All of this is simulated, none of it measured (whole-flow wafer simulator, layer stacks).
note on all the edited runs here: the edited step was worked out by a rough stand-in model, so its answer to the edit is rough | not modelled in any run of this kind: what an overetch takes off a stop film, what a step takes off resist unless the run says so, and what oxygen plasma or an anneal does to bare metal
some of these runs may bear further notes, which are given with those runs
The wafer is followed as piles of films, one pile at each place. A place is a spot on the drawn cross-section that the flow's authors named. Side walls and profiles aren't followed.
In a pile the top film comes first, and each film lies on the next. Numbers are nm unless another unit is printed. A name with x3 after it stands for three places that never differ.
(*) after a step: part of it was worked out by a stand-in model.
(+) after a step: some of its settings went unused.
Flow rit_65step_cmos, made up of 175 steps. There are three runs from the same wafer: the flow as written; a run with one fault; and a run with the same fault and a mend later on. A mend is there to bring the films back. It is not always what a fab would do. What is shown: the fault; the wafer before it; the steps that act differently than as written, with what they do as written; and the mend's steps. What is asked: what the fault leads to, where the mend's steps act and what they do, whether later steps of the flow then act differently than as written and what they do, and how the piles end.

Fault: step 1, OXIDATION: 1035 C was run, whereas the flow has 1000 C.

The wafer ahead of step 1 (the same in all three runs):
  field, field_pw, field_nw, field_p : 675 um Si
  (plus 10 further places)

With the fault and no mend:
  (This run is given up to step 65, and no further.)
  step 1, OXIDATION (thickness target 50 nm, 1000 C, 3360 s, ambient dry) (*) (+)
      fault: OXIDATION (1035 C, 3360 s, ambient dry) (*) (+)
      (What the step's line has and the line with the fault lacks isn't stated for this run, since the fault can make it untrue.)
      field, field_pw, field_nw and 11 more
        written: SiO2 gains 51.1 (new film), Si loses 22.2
        fault: SiO2 gains 70.5 (new film), Si loses 30.7
  Later steps of the flow acting differently than as written (21 other steps are not shown; they differ only slightly, by no more than 2% or 0.5 nm, whichever is larger):
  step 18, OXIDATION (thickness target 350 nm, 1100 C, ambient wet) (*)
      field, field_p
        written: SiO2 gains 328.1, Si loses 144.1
        fault: SiO2 gains 314.4, Si loses 138.1
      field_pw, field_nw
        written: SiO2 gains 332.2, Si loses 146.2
        fault: SiO2 gains 318.1, Si loses 140
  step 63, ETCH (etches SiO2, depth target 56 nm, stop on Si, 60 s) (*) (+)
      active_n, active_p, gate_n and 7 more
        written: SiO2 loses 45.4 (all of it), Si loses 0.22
        fault: SiO2 loses 56
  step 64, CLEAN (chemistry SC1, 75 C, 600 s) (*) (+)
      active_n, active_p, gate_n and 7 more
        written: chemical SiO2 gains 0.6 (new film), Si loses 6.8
        fault: SiO2 loses 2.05
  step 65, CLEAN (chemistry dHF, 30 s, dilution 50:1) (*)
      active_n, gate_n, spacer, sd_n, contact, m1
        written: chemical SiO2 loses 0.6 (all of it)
        fault: SiO2 loses 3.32
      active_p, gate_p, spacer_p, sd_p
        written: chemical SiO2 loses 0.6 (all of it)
        fault: SiO2 loses 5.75
  After step 65, at active_n, active_p, gate_n and 7 more, the piles differ from the flow's by more than 2% or 0.5 nm, whichever is larger.
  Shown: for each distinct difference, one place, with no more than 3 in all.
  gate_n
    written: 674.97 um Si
    fault: 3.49 nm SiO2 on 674.97 um Si
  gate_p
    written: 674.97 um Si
    fault: 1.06 nm SiO2 on 674.97 um Si
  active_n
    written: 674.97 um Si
    fault: 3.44 nm SiO2 on 674.97 um Si

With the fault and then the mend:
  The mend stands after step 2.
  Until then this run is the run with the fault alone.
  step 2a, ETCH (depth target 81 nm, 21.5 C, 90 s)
      field, field_pw, field_nw and 11 more
        SiO2 loses 70.5 (all of it)
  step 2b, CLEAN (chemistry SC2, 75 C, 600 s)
      field, field_pw, field_nw and 11 more
        chemical SiO2 gains 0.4 (new film), Si loses 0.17
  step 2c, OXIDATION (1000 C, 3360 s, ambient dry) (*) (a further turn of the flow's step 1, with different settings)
      field, field_pw, field_nw and 11 more
        SiO2 gains 51 (new film), chemical SiO2 loses 0.4 (all of it), Si loses 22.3
  Later steps of the flow acting differently than as written (18 other steps are not shown; they differ only slightly, by no more than 2% or 0.5 nm, whichever is larger):
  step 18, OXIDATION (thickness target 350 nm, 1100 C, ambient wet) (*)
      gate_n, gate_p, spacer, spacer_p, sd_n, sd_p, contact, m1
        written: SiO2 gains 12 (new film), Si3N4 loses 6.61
        mend: SiO2 gains 12 (new film), Si3N4 loses 6.61, SiO2 gains 0.03
  When the end is reached, the piles differ only a little from the flow's at the places that both follow, at most by 2% or 0.5 nm, whichever is larger.
